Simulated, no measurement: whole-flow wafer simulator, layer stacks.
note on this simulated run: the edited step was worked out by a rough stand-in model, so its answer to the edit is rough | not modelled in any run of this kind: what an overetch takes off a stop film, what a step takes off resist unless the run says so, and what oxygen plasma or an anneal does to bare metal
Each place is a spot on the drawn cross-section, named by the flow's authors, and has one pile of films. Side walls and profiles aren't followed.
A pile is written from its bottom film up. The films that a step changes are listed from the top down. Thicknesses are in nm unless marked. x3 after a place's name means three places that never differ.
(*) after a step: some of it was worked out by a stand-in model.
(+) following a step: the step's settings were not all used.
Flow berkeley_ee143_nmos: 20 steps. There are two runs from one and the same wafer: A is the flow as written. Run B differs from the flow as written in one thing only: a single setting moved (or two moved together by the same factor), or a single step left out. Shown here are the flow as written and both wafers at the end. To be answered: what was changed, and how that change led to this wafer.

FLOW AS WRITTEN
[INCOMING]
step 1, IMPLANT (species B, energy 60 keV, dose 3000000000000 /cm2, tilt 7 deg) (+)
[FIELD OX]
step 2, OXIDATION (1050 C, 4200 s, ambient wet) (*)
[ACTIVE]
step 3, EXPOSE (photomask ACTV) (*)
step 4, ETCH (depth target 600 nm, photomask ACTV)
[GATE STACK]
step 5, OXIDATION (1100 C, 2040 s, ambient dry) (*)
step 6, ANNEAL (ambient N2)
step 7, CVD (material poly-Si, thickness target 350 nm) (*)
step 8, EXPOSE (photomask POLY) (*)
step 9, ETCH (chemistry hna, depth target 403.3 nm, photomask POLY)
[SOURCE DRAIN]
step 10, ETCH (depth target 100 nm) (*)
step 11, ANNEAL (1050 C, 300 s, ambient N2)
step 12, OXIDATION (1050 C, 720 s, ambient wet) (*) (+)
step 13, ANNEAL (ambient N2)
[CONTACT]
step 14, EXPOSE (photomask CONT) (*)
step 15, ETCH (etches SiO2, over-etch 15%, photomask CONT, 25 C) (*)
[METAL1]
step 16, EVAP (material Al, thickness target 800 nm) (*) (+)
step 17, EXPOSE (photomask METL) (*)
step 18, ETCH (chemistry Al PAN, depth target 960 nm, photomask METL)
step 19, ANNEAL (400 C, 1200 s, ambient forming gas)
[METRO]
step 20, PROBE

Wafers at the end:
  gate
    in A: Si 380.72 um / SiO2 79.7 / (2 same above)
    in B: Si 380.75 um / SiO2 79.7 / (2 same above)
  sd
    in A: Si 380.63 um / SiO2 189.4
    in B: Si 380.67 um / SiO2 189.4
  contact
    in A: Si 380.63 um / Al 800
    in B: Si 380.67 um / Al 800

Cause: step 2, OXIDATION: 3209 s was run, while the flow as written has 4200 s.

The path from the change to this, step by step:
  step 2, OXIDATION (1050 C, 4200 s, ambient wet) (*)
      gate, sd, contact, field: A +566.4 SiO2 (new film), -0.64 chemical SiO2 (all of it), -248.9 Si | B +481.8 SiO2 (new film), -0.64 chemical SiO2 (all of it), -211.7 Si
  step 4, ETCH (depth target 600 nm, photomask ACTV)
      gate, sd, contact: A -566.4 SiO2 (all of it) | B -481.8 SiO2 (all of it)
  step 5, OXIDATION (1100 C, 2040 s, ambient dry) (*)
      field: A +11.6 SiO2, -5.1 Si | B +13.3 SiO2, -5.86 Si
  step 12, OXIDATION (1050 C, 720 s, ambient wet) (*) (+)
      field: A +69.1 SiO2, -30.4 Si | B +78.4 SiO2, -34.5 Si
